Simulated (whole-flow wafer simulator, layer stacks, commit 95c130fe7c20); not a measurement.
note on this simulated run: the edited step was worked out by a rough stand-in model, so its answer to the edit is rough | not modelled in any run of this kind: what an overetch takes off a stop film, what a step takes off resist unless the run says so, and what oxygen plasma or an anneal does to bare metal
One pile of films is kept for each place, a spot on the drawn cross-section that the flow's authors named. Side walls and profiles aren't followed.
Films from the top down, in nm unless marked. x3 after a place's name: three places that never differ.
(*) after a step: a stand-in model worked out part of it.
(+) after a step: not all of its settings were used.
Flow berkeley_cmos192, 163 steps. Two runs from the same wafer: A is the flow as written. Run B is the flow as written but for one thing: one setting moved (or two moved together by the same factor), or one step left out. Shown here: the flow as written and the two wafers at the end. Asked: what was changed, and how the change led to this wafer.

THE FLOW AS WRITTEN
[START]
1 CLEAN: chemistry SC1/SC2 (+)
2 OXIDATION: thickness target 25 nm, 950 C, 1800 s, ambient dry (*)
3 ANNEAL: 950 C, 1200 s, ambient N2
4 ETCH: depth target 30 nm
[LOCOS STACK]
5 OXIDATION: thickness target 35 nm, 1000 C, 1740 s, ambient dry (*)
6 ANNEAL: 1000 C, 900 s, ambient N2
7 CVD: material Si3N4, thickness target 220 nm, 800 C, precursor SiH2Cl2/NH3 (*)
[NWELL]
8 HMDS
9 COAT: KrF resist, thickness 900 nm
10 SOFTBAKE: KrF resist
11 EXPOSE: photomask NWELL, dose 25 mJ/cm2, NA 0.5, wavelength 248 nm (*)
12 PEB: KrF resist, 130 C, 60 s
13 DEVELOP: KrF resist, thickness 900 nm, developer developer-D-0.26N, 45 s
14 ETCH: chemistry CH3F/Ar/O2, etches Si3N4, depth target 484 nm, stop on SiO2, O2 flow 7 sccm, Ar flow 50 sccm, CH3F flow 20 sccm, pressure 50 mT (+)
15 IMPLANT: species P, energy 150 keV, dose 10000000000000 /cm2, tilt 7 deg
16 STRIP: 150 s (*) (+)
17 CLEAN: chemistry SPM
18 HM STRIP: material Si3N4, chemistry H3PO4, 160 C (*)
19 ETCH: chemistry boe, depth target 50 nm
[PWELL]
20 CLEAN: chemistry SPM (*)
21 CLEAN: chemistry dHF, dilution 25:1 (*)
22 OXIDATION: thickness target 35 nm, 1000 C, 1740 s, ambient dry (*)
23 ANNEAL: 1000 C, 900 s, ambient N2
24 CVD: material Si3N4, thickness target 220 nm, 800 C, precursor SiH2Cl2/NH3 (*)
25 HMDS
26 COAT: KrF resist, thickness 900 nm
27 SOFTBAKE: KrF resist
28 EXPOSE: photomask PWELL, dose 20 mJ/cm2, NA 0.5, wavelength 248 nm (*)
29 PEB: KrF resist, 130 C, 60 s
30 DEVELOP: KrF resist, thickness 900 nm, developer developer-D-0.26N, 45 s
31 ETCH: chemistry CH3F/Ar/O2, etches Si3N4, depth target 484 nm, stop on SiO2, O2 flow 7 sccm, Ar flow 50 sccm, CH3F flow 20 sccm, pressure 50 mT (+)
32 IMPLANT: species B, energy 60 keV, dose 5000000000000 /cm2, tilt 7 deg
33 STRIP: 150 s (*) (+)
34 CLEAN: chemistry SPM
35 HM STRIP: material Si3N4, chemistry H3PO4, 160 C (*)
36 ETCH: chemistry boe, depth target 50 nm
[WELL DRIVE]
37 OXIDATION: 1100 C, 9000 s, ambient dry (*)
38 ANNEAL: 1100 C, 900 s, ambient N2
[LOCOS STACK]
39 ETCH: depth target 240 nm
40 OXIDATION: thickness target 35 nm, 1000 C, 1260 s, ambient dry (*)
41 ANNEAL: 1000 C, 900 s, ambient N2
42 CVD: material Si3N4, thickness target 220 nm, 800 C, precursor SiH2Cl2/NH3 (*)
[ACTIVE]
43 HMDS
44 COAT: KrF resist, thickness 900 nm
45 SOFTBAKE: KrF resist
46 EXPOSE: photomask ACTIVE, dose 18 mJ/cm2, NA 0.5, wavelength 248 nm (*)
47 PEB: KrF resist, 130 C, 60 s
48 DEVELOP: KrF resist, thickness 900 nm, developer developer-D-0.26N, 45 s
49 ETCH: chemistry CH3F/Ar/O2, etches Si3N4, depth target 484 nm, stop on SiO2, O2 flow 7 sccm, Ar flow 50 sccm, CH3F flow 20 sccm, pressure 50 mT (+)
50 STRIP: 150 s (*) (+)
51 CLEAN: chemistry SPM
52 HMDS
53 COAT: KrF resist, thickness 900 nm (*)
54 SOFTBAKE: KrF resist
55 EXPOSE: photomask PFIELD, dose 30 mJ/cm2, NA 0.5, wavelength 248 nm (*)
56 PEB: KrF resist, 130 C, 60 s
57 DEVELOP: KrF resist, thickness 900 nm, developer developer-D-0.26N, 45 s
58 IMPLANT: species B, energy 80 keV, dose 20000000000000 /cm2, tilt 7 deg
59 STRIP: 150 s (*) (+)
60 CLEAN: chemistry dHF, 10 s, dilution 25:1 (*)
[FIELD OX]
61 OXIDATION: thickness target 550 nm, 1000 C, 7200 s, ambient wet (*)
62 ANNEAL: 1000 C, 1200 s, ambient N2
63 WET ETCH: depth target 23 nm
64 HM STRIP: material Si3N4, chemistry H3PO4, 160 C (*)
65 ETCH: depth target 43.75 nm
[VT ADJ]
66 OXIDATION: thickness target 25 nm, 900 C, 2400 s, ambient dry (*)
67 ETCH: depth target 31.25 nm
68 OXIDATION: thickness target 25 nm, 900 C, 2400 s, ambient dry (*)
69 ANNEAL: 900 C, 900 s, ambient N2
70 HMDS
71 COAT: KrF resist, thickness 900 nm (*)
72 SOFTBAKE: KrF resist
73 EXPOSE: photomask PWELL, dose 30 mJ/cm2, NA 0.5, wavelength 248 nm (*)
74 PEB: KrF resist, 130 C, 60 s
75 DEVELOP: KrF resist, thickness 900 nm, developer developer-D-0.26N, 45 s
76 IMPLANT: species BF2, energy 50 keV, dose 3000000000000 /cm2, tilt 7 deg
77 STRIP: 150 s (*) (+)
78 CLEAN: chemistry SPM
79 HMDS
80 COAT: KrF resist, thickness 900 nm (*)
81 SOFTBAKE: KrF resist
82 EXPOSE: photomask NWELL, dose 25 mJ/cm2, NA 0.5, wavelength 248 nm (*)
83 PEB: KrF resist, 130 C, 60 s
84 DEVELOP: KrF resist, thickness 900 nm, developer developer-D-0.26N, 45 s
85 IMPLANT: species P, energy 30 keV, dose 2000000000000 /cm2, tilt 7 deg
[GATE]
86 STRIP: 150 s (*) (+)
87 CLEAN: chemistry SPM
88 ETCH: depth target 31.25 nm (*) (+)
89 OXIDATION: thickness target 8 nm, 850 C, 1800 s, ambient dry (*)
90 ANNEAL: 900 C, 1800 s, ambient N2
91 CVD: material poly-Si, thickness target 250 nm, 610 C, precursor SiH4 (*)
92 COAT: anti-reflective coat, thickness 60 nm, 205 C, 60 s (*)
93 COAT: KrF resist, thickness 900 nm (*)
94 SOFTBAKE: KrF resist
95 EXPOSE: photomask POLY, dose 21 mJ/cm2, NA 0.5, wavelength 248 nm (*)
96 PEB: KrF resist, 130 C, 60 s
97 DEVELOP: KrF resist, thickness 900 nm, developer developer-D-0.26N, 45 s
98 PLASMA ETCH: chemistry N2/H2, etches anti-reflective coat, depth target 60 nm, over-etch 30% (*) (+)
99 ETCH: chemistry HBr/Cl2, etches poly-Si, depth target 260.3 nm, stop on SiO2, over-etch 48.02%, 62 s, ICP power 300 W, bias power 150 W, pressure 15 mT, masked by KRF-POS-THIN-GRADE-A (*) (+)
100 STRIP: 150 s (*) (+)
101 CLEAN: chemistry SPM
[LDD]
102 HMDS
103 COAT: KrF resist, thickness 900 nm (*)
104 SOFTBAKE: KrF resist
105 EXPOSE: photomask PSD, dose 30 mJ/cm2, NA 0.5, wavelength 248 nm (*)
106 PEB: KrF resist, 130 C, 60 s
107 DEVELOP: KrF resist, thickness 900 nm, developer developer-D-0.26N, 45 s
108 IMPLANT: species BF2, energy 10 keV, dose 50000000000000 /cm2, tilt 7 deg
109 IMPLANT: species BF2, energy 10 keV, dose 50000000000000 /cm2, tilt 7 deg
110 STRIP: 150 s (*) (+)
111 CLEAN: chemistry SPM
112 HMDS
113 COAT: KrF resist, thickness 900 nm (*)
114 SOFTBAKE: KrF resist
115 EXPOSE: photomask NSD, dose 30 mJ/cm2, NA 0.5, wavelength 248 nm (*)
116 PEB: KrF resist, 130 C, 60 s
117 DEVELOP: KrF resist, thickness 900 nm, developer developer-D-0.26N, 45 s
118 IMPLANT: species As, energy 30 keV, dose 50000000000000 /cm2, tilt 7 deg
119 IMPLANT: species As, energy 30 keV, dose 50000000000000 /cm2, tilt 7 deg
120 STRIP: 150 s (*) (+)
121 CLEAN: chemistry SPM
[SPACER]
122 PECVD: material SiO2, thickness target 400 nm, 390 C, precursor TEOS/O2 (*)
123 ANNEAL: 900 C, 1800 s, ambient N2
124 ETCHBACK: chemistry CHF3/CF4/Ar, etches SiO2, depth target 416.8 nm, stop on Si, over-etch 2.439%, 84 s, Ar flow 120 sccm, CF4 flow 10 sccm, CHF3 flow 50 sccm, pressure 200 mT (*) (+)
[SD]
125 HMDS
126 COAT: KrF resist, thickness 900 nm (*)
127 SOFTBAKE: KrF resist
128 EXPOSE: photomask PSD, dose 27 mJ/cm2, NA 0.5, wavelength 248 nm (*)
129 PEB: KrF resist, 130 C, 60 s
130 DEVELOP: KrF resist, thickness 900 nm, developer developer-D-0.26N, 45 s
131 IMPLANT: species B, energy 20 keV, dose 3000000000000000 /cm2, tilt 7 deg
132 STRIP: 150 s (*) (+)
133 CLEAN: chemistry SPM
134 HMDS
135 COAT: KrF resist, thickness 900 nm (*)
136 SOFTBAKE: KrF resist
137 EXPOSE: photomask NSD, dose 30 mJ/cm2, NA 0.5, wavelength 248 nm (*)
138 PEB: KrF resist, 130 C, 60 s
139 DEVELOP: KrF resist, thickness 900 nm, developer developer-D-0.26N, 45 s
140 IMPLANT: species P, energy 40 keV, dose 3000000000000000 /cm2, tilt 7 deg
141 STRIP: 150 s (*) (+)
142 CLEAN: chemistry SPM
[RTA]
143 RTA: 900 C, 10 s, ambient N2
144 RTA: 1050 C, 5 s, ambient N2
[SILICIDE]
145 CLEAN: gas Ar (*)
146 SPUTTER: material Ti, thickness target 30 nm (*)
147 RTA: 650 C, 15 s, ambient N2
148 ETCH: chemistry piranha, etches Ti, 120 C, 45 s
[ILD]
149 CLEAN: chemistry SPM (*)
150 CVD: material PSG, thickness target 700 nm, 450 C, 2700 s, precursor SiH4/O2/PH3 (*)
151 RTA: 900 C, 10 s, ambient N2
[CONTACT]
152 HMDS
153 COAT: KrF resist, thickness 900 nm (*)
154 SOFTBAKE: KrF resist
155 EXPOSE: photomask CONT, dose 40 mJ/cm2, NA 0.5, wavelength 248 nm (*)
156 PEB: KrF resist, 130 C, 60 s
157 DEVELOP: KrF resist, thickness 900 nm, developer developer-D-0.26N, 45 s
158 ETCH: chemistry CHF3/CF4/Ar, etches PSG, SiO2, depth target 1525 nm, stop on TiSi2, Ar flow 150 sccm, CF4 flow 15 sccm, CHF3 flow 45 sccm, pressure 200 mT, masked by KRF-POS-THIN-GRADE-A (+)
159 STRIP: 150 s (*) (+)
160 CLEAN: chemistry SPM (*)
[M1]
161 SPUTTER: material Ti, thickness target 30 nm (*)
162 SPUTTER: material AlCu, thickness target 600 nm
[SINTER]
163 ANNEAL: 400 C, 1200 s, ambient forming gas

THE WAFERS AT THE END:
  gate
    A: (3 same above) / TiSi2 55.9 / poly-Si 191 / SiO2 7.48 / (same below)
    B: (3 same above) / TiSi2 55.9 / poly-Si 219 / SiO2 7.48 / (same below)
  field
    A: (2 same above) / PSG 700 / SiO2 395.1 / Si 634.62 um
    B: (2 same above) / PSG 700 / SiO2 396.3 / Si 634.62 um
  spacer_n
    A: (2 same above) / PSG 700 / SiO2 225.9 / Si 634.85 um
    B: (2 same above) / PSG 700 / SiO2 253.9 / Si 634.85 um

The cause: step 91, CVD: thickness target 278 nm was run, where the flow has thickness target 250 nm.

How the change led to this, step by step:
  91 CVD: material poly-Si, thickness target 250 nm, 610 C, precursor SiH4 (*)
      field, sd_n, spacer_n and 6 more: A poly-Si +250 (new film) | B poly-Si +278 (new film)
  99 ETCH: chemistry HBr/Cl2, etches poly-Si, depth target 260.3 nm, stop on SiO2, over-etch 48.02%, 62 s, ICP power 300 W, bias power 150 W, pressure 15 mT, masked by KRF-POS-THIN-GRADE-A (*) (+)
      spacer_n, spacer_p: A poly-Si -245.8 (all of it), SiO2 -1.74 | B poly-Si -273.7 (all of it), SiO2 -0.56
      field: A poly-Si -245.8 (all of it), SiO2 -1.74 | B poly-Si -273.8 (all of it), SiO2 -0.56
      (and at 4 more places)
  103 COAT: KrF resist, thickness 900 nm (*)
      gate: A KrF resist +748 (new film) | B KrF resist +724.8 (new film)
      gate_p: A KrF resist +744.1 (new film) | B KrF resist +720.9 (new film)
  107 DEVELOP: KrF resist, thickness 900 nm, developer developer-D-0.26N, 45 s
      gate_p: A KrF resist -742.9 (all of it) | B KrF resist -719.8 (all of it)
  110 STRIP: 150 s (*) (+)
      gate: A KrF resist -732.7 (all of it), chemical SiO2 +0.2, poly-Si -0.09 | B KrF resist -709.5 (all of it), chemical SiO2 +0.2, poly-Si -0.09
  113 COAT: KrF resist, thickness 900 nm (*)
      gate: A KrF resist +747.9 (new film) | B KrF resist +724.8 (new film)
      gate_p: A KrF resist +743.9 (new film) | B KrF resist +720.8 (new film)
  117 DEVELOP: KrF resist, thickness 900 nm, developer developer-D-0.26N, 45 s
      gate: A KrF resist -746.8 (all of it) | B KrF resist -723.7 (all of it)
  120 STRIP: 150 s (*) (+)
      gate_p: A KrF resist -728.6 (all of it), chemical SiO2 +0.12, poly-Si -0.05 | B KrF resist -705.5 (all of it), chemical SiO2 +0.12, poly-Si -0.05
  124 ETCHBACK: chemistry CHF3/CF4/Ar, etches SiO2, depth target 416.8 nm, stop on Si, over-etch 2.439%, 84 s, Ar flow 120 sccm, CF4 flow 10 sccm, CHF3 flow 50 sccm, pressure 200 mT (*) (+)
      spacer_n: A SiO2 -160 | B SiO2 -133.1
      spacer_p: A SiO2 -159.9 | B SiO2 -133.1
  126 COAT: KrF resist, thickness 900 nm (*)
      spacer_n: A KrF resist +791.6 (new film) | B KrF resist +771.2 (new film)
      gate: A KrF resist +771.5 (new film) | B KrF resist +751.5 (new film)
      (and at 2 more places)
  130 DEVELOP: KrF resist, thickness 900 nm, developer developer-D-0.26N, 45 s
      spacer_p: A KrF resist -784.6 (all of it) | B KrF resist -764.3 (all of it)
      gate_p: A KrF resist -764.3 (all of it) | B KrF resist -744.5 (all of it)
  132 STRIP: 150 s (*) (+)
      spacer_n: A KrF resist -776.1 (all of it) | B KrF resist -755.8 (all of it)
      gate: A chemical SiO2 +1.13 (new film), KrF resist -756.1 (all of it), poly-Si -0.5 | B chemical SiO2 +1.13 (new film), KrF resist -736.2 (all of it), poly-Si -0.5
  135 COAT: KrF resist, thickness 900 nm (*)
      spacer_n: A KrF resist +791.1 (new film) | B KrF resist +771.5 (new film)
      gate: A KrF resist +770.3 (new film) | B KrF resist +751.2 (new film)
      (and at 2 more places)
  139 DEVELOP: KrF resist, thickness 900 nm, developer developer-D-0.26N, 45 s
      spacer_n: A KrF resist -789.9 (all of it) | B KrF resist -770.3 (all of it)
      gate: A KrF resist -769.1 (all of it) | B KrF resist -750 (all of it)
  141 STRIP: 150 s (*) (+)
      spacer_p: A KrF resist -770.2 (all of it) | B KrF resist -750.4 (all of it)
      gate_p: A KrF resist -749.1 (all of it), chemical SiO2 +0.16 | B KrF resist -729.9 (all of it), chemical SiO2 +0.16
  159 STRIP: 150 s (*) (+)
      spacer_n: A KrF resist -620.3 (all of it) | B KrF resist -605.4 (all of it)
      gate: A KrF resist -600.1 (all of it) | B KrF resist -587 (all of it)
      (and at 2 more places)
